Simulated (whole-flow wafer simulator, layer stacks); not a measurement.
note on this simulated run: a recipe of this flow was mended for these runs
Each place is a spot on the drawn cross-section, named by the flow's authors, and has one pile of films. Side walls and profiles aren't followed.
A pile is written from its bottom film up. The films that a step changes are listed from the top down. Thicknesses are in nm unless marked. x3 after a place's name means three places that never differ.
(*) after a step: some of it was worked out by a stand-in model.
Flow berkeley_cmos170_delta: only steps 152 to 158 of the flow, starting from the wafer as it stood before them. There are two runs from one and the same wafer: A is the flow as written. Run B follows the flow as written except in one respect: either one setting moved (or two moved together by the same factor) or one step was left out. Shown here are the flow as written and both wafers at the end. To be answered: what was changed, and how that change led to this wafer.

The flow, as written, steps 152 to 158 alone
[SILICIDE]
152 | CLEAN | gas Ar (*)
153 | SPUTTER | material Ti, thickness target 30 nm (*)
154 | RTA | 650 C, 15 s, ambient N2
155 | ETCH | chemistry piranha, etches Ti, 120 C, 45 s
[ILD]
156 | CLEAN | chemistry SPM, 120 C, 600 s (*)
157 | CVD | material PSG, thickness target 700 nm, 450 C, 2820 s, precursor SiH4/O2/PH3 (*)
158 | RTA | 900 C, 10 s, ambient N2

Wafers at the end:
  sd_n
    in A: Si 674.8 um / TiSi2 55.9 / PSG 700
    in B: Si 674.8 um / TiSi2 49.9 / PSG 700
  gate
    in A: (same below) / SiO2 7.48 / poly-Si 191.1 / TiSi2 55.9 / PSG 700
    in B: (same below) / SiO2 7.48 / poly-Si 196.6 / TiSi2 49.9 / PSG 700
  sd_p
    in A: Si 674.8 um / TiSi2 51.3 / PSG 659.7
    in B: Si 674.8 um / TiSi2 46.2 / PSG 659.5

Cause: step 153, SPUTTER: thickness target 27 nm was run, while the flow as written has thickness target 30 nm.

How this came from the change, step by step:
  153 | SPUTTER | material Ti, thickness target 30 nm (*)
      field, sd_n, spacer_n, gate, spacer_p, gate_p, contact x2: A Ti gains 30 (new film) | B Ti gains 27 (new film)
      sd_p: A Ti gains 27.5 (new film) | B Ti gains 24.8 (new film)
  154 | RTA | 650 C, 15 s, ambient N2
      sd_p: A Ti loses 21.5, TiSi first gains 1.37 (new film), TiSi2 C49 gains 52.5 (new film), Si loses 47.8 | B Ti loses 19.3, TiSi2 C49 gains 49.1 (new film), Si loses 43.8
      sd_n, contact x2: A Ti loses 23.4, TiSi first gains 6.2 (new film), TiSi2 C49 gains 50.3 (new film), Si loses 49 | B Ti loses 21.1, TiSi first gains 0.4 (new film), TiSi2 C49 gains 53 (new film), Si loses 47.5
      (and at 2 other places as well)
  155 | ETCH | chemistry piranha, etches Ti, 120 C, 45 s
      sd_n, gate, gate_p, contact x2: A Ti loses 6.6 (all of it), TiSi first loses 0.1 | B Ti loses 5.94 (all of it), TiSi first loses 0.4 (all of it)
      sd_p: A Ti loses 6.05 (all of it), TiSi first loses 0.1 | B Ti loses 5.45 (all of it), TiSi2 C49 loses 0.1
      (and at 3 other places as well)
  158 | RTA | 900 C, 10 s, ambient N2
      sd_n, contact x2: A under 1 film: TiSi2 gains 55.9 (new film), TiSi first loses 6.09 (all of it), TiSi2 C49 loses 50.3 (all of it), Si loses 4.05 | B under 1 film: TiSi2 gains 49.9 (new film), TiSi2 C49 loses 53 (all of it)
      gate, gate_p: A under 1 film: TiSi2 gains 55.9 (new film), TiSi first loses 6.09 (all of it), TiSi2 C49 loses 50.3 (all of it), poly-Si loses 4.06 | B under 1 film: TiSi2 gains 49.9 (new film), TiSi2 C49 loses 53 (all of it)
      (and at 1 other place as well)
